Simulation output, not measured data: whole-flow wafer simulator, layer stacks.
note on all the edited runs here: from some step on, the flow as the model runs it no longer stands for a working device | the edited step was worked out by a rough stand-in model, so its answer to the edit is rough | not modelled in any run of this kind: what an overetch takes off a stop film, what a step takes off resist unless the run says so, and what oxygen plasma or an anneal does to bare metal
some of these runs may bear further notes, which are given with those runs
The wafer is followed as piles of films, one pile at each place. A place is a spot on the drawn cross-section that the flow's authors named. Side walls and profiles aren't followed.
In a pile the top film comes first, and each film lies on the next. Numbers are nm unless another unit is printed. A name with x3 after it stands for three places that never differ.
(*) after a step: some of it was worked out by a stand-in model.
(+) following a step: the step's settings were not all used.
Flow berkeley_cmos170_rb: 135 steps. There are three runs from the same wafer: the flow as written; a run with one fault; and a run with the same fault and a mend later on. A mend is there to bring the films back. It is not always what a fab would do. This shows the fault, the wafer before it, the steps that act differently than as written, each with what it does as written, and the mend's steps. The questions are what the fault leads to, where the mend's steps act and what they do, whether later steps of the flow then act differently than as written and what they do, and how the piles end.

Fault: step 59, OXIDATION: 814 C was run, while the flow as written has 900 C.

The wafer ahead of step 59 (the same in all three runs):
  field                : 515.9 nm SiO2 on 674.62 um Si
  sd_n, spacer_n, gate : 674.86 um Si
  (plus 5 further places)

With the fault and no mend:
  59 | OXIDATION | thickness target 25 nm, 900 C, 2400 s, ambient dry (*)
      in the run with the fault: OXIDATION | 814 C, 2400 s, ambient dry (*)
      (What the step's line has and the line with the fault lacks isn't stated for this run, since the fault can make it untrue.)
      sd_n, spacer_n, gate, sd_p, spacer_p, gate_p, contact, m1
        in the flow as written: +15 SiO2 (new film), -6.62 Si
        in the run with the fault: +6.11 SiO2 (new film), -2.69 Si
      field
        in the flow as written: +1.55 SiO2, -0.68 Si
        in the run with the fault: +0.29 SiO2, -0.13 Si
  Steps further on in the flow that do not act as written (31 other steps are not shown; they differ only slightly, by no more than 2% or 0.5 nm, whichever is larger):
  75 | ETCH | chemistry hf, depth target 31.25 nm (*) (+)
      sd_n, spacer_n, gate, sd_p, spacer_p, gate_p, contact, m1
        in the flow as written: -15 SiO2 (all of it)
        in the run with the fault: -6.11 SiO2 (all of it)
  At the end the piles are close to the flow's at the places that both follow, differing by at most 2% or 0.5 nm, whichever is larger.

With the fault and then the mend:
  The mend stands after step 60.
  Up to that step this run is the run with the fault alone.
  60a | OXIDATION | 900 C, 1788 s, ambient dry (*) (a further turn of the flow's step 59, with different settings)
      sd_n, spacer_n, gate, sd_p, spacer_p, gate_p, contact, m1
        +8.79 SiO2, -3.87 Si
      field
        +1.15 SiO2, -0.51 Si
  Every later step of the flow that is run acts as written, at every place that is followed, to within 2% or 0.5 nm, whichever is larger.
  At the end the piles are close to the flow's at the places that both follow, differing by at most 2% or 0.5 nm, whichever is larger.
